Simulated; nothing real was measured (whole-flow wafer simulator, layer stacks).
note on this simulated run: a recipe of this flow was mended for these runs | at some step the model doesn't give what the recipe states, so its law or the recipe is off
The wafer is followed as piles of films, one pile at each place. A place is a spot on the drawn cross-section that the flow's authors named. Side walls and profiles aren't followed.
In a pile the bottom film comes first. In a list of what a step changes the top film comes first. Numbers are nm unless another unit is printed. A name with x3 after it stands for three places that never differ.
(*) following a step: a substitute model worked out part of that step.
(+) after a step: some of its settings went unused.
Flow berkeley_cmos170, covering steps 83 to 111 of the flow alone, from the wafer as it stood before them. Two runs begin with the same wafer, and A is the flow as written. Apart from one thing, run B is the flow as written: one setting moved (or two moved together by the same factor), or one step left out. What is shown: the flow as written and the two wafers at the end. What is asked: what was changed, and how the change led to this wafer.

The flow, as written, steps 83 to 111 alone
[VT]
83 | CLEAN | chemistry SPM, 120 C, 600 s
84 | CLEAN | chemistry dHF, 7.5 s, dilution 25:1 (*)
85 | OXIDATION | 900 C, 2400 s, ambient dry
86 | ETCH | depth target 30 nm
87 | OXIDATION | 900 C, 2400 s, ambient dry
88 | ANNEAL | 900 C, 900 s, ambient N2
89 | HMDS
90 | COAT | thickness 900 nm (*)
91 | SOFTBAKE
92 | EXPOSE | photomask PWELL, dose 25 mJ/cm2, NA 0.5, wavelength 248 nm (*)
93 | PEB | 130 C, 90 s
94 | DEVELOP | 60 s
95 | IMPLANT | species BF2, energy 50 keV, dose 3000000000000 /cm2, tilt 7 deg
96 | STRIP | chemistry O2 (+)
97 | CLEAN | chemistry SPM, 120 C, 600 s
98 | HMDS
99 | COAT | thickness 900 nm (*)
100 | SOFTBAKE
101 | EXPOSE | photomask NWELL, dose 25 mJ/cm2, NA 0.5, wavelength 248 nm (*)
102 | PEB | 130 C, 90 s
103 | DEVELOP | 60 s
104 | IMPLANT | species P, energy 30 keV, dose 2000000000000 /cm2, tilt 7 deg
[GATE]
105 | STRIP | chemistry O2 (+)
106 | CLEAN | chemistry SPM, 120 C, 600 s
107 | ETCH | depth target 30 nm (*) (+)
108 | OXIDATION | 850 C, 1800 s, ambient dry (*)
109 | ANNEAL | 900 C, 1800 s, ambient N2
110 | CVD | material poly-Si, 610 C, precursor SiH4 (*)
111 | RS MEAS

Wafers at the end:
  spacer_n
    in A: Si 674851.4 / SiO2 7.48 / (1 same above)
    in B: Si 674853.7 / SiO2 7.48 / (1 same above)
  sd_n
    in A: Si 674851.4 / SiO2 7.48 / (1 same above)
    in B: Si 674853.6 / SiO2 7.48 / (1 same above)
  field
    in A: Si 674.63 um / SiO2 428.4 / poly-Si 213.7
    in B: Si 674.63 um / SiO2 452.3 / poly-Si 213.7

Cause: step 86, ETCH: depth target 6 nm was run, though the flow has depth target 30 nm.

The path from the change to this, step by step:
  86 | ETCH | depth target 30 nm
      mark, sd_n, spacer_n and 9 more: A -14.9 SiO2 (all of it) | B -6 SiO2
      field: A -30 SiO2 | B -6 SiO2
  87 | OXIDATION | 900 C, 2400 s, ambient dry
      mark, sd_n, spacer_n and 9 more: A +14.9 SiO2 (new film), -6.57 Si | B +9.87 SiO2, -4.34 Si
  107 | ETCH | depth target 30 nm (*) (+)
      mark, sd_n, spacer_n and 9 more: A -14.9 SiO2 (all of it) | B -18.8 SiO2 (all of it)
